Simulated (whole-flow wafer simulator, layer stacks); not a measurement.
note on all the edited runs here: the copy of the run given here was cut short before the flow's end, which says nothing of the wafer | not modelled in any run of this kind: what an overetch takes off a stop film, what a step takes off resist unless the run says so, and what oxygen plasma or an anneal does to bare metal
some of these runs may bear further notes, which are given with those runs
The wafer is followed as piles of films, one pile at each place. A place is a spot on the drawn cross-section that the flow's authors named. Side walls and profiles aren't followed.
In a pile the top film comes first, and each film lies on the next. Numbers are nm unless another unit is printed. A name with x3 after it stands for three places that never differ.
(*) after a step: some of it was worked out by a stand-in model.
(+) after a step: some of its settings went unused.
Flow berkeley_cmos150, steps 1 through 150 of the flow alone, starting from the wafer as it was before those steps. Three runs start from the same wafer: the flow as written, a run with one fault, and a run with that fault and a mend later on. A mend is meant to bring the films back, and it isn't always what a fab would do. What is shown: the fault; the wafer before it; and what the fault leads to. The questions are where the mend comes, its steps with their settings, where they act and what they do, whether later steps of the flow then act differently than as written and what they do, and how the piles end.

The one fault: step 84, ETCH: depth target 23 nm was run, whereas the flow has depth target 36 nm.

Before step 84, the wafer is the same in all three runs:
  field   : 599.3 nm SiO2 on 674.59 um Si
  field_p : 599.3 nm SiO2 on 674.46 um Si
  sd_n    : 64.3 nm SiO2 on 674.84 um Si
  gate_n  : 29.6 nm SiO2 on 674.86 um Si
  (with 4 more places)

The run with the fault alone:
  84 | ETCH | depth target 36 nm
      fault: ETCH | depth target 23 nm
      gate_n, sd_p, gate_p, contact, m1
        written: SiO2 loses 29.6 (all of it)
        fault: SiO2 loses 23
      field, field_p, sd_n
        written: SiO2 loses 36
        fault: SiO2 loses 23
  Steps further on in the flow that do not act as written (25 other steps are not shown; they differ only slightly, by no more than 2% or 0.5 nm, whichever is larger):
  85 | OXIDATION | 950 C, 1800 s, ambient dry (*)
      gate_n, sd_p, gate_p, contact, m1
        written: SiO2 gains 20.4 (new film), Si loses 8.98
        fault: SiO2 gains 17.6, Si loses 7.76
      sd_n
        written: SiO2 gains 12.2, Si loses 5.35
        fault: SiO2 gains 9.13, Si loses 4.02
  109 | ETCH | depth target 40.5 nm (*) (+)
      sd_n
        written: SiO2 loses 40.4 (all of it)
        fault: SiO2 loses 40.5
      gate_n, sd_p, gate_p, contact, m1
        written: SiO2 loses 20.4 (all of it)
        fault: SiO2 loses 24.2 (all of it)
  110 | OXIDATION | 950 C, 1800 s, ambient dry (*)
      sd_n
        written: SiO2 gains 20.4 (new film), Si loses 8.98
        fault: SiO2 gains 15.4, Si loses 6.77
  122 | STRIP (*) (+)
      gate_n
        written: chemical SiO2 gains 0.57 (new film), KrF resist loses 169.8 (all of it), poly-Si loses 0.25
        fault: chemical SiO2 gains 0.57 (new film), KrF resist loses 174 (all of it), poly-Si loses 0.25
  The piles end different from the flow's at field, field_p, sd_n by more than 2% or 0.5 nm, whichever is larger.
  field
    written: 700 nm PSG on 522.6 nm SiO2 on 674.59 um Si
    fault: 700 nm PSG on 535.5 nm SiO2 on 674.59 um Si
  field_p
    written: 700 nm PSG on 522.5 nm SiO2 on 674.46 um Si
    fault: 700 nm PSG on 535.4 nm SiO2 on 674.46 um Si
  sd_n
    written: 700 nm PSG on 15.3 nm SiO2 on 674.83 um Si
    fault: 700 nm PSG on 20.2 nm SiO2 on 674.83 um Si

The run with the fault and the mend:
  After step 84 comes the mend.
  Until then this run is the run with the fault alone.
  84a | ETCH | depth target 13 nm (the flow's step 84, run once more with other settings)
      gate_n, sd_p, gate_p, m1
        SiO2 loses 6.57 (all of it)
      field, field_p, sd_n
        SiO2 loses 13
      contact
        SiO2 loses 6.59 (all of it)
  Later steps of the flow that are run all act as written at every place that is followed.
  At every place that both follow, the piles at the end match the flow's.
